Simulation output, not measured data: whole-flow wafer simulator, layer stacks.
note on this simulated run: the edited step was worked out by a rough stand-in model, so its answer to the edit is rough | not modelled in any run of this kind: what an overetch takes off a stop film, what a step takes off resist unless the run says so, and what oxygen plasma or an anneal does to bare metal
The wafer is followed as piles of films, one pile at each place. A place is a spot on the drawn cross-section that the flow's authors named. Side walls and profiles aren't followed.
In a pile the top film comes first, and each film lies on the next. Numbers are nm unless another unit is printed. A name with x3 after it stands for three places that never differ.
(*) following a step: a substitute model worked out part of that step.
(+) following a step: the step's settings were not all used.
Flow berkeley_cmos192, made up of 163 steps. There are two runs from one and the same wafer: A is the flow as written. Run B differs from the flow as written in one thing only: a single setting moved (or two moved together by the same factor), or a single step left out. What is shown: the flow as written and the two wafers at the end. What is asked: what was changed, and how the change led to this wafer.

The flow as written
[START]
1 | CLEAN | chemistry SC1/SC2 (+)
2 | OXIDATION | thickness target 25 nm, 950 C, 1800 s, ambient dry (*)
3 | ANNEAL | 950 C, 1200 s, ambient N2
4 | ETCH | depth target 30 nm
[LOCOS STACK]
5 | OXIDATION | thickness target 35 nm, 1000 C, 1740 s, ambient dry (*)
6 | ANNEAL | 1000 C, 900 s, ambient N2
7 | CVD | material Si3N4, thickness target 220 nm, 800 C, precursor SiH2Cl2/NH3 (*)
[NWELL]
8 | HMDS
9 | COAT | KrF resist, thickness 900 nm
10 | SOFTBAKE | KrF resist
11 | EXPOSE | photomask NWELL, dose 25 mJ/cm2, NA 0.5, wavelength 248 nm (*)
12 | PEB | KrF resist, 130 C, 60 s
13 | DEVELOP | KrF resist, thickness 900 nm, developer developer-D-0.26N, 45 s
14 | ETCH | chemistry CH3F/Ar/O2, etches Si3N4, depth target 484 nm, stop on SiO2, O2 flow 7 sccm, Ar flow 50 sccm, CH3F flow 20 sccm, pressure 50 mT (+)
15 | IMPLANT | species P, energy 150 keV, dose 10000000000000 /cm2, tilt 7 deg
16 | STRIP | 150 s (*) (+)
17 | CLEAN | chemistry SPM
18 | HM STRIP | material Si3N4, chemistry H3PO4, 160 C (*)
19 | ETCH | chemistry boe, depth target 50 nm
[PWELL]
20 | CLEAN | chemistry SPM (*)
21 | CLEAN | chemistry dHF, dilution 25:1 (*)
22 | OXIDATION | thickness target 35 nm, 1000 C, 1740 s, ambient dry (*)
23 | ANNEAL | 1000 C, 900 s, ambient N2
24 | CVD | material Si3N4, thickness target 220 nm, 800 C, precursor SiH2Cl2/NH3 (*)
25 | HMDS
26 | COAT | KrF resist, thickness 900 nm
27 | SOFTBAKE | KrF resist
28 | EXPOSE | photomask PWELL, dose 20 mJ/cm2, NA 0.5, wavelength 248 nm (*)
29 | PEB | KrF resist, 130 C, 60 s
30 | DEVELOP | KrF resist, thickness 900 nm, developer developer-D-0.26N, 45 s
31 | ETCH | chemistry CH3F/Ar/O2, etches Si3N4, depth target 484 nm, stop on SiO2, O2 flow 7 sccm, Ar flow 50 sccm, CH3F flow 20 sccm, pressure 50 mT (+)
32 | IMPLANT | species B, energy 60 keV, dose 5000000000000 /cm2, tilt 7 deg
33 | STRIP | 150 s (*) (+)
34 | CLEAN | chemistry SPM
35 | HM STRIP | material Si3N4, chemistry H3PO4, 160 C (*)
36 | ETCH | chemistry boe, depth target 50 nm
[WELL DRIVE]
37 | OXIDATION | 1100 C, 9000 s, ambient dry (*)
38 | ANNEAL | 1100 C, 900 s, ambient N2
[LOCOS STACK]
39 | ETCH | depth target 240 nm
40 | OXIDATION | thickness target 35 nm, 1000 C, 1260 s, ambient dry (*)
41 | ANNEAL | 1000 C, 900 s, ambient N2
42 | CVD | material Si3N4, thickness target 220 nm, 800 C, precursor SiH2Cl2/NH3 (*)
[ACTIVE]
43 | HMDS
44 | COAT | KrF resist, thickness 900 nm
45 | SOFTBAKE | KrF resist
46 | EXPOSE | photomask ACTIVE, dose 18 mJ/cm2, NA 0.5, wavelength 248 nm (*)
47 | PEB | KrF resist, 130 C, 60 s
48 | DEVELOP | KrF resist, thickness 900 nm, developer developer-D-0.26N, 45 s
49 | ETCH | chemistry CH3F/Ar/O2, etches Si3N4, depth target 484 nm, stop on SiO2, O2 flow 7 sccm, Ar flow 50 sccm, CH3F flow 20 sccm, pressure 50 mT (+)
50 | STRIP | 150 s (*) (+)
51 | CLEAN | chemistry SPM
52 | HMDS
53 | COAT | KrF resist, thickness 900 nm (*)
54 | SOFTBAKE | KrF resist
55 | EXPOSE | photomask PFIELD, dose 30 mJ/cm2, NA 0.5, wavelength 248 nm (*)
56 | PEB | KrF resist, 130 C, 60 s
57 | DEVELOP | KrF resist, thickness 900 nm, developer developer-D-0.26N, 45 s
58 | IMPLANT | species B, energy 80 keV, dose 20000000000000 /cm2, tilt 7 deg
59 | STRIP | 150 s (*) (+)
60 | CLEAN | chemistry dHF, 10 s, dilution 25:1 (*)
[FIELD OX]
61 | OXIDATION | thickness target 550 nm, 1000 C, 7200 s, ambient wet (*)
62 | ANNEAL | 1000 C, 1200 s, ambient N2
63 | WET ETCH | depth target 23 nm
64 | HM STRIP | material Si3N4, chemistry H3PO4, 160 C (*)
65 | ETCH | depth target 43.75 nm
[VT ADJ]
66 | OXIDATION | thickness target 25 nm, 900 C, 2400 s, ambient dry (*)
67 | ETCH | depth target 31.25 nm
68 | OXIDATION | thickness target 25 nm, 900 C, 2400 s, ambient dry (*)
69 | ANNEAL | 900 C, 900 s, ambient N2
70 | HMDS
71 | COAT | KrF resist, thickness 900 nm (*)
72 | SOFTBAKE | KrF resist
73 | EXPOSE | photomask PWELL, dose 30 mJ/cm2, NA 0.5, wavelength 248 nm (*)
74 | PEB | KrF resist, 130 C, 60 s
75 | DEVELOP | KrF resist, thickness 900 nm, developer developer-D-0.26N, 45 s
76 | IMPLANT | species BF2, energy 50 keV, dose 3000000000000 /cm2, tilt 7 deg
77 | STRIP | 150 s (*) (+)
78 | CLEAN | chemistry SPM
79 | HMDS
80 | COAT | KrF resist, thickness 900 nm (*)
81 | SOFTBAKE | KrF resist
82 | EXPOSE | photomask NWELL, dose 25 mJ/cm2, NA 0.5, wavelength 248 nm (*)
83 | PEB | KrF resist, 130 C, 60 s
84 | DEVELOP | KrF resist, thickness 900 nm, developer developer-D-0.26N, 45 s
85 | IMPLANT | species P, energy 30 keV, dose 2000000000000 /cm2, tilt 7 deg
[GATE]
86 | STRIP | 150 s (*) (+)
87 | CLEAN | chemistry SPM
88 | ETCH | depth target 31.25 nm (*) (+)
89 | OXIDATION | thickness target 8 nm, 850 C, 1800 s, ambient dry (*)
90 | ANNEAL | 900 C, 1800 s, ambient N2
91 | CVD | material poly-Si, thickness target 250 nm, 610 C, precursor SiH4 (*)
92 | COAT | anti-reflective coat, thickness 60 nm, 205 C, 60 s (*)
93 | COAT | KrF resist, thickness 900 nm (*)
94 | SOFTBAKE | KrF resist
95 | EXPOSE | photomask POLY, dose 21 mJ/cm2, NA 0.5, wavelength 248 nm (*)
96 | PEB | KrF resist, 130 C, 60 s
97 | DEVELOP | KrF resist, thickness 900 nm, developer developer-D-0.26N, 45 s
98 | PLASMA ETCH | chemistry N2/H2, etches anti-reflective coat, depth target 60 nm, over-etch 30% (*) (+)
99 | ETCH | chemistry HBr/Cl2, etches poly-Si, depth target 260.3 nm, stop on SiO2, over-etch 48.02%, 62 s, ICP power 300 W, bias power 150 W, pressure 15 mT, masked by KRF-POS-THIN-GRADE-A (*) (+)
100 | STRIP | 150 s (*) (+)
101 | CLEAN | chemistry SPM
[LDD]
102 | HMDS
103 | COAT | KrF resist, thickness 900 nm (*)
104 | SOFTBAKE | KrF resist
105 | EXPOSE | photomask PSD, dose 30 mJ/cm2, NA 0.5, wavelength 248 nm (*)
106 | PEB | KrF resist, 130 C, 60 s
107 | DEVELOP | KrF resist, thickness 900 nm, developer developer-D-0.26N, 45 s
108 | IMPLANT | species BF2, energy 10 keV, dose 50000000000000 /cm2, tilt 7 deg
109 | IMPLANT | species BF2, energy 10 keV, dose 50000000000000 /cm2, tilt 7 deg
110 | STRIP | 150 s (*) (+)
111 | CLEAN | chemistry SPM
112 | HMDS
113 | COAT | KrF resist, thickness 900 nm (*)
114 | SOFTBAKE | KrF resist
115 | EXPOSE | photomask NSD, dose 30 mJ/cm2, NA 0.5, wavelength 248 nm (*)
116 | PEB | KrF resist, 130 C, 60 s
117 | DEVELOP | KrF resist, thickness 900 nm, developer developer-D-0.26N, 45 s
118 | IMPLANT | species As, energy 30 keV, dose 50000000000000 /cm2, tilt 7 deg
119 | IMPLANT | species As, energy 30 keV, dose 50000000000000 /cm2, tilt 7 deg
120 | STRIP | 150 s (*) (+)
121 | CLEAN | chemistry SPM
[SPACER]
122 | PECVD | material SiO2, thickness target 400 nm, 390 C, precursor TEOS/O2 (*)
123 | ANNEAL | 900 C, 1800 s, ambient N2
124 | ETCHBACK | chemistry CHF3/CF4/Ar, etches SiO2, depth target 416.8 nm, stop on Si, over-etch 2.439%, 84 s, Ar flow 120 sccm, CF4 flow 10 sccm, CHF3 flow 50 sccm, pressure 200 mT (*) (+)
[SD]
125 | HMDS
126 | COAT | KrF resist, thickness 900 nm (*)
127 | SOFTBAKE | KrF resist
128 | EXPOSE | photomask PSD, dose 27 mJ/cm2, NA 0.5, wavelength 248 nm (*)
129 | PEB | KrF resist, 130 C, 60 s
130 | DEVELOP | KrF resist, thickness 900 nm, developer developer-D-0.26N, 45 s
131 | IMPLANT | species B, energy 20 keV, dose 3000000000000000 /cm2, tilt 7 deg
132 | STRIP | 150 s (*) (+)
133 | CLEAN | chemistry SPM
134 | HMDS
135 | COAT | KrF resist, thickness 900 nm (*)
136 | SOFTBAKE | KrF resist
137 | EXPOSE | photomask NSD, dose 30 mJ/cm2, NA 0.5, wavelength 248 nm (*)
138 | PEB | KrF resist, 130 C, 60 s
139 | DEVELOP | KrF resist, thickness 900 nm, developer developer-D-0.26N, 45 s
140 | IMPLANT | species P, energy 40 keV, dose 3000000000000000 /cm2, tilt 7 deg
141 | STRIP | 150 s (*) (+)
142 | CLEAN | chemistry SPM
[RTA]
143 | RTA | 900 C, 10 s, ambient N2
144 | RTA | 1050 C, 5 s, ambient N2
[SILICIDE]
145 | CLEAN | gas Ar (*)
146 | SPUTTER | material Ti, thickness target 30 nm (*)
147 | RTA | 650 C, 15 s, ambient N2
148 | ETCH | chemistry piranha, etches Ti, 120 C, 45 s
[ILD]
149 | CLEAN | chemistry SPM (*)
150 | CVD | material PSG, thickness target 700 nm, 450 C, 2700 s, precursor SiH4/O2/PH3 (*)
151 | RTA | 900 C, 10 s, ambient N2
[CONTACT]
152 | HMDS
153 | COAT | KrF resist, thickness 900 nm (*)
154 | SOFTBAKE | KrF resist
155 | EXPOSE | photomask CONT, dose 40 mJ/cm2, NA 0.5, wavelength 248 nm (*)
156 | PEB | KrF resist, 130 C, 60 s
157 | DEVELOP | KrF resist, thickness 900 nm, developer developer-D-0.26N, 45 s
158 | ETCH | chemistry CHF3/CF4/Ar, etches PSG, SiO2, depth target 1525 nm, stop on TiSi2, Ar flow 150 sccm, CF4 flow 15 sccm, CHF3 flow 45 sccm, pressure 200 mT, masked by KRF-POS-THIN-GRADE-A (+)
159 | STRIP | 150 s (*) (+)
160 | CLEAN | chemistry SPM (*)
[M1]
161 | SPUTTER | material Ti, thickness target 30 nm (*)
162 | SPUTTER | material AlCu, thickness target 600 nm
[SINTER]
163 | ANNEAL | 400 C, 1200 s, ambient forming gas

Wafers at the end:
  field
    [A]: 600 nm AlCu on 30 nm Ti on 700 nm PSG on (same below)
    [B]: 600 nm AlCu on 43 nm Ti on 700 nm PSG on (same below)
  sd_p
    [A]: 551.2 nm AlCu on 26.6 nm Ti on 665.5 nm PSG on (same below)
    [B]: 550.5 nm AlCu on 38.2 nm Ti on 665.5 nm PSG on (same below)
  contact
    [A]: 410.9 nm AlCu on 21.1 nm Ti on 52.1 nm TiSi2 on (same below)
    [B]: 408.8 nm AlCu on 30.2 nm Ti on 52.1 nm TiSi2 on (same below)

The reason: step 161, SPUTTER: thickness target 43 nm was run, while the flow as written has thickness target 30 nm.
The wafer lets one read it off: field has Ti 43, and step 161 as written asks for 30 nm.

How this came from the change, step by step:
  161 | SPUTTER | material Ti, thickness target 30 nm (*)
      field, sd_n, spacer_n, gate, spacer_p, gate_p, m1: A Ti gains 30 (new film) | B Ti gains 43 (new film)
      sd_p: A Ti gains 26.6 (new film) | B Ti gains 38.2 (new film)
      (and at 1 other place as well)
